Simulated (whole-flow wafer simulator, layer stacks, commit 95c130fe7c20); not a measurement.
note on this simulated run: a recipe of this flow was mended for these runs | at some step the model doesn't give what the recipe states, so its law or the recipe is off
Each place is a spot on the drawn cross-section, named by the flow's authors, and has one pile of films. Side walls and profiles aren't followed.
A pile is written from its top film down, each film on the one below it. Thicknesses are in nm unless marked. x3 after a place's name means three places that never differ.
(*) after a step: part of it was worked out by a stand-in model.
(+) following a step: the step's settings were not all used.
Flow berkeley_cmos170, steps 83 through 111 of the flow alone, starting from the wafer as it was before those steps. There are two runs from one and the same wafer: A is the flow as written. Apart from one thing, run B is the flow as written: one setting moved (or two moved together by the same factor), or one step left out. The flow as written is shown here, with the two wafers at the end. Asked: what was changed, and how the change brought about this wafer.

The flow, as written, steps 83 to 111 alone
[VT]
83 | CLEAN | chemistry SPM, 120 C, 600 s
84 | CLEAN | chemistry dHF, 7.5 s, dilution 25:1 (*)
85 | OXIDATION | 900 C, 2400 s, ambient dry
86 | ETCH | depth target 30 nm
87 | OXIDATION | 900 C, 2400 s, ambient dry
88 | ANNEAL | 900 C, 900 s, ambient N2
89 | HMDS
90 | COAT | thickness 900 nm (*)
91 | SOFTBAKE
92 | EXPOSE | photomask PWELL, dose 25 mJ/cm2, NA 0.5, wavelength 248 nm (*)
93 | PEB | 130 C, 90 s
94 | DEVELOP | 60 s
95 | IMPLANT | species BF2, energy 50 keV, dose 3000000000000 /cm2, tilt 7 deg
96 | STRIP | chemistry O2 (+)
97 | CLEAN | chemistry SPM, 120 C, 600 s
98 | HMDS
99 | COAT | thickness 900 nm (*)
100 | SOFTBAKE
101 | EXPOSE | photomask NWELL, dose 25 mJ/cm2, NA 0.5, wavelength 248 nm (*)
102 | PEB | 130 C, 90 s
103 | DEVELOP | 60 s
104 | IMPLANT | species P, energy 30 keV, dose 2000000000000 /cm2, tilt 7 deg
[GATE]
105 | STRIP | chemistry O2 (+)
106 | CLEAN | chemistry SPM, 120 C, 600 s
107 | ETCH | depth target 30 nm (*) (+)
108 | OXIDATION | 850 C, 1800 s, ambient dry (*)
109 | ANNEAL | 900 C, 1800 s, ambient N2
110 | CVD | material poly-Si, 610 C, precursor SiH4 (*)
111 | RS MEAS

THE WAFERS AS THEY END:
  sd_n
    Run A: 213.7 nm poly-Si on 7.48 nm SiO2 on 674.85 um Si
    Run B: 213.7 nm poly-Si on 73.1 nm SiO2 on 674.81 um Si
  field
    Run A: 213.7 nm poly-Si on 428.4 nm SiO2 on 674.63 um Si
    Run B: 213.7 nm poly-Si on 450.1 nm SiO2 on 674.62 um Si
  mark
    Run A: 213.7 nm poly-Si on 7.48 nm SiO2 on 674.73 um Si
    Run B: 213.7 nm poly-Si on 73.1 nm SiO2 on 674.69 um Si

What caused this: step 85, OXIDATION: 1170 C was run, though the flow has 900 C.

The path from the change to this, step by step:
  85 | OXIDATION | 900 C, 2400 s, ambient dry
      mark, sd_n, spacer_n and 9 more: A +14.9 SiO2 (new film), -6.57 Si | B +127.1 SiO2 (new film), -55.9 Si
      field: A +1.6 SiO2, -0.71 Si | B +23.4 SiO2, -10.3 Si
  86 | ETCH | depth target 30 nm
      mark, sd_n, spacer_n and 9 more: A -14.9 SiO2 (all of it) | B -30 SiO2
  87 | OXIDATION | 900 C, 2400 s, ambient dry
      mark, sd_n, spacer_n and 9 more: A +14.9 SiO2 (new film), -6.57 Si | B +4.41 SiO2, -1.94 Si
  107 | ETCH | depth target 30 nm (*) (+)
      mark, sd_n, spacer_n and 9 more: A -14.9 SiO2 (all of it) | B -30 SiO2
  108 | OXIDATION | 850 C, 1800 s, ambient dry (*)
      mark, sd_n, spacer_n and 9 more: A +7.48 SiO2 (new film), -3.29 Si | B +1.6 SiO2, -0.7 Si
